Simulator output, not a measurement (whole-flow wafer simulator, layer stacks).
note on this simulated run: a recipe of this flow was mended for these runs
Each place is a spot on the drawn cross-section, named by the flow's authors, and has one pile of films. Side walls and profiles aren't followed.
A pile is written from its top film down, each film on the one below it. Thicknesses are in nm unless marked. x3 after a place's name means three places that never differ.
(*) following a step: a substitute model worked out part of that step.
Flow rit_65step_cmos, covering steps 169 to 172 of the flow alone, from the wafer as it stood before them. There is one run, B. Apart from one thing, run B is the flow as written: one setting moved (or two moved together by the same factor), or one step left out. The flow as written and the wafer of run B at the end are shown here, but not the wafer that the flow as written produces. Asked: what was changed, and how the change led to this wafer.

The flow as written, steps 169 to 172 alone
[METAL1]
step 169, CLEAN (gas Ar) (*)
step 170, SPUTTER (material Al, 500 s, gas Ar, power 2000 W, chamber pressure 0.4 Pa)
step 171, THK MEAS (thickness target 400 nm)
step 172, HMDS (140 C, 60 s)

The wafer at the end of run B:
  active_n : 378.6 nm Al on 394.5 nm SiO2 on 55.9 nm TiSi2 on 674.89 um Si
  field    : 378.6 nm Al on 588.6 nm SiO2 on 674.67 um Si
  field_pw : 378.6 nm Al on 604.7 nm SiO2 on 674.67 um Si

Cause: step 170, SPUTTER: power 1893 W was run, though the flow has power 2000 W.

How this came from the change, step by step:
  step 170, SPUTTER (material Al, 500 s, gas Ar, power 2000 W, chamber pressure 0.4 Pa)
      field, field_pw, field_nw and 10 more: Al gains 378.6 (new film) (in the flow as written it would be: Al gains 400 (new film))
      contact: Al gains 242.8 (new film) (in the flow as written it would be: Al gains 255.4 (new film))
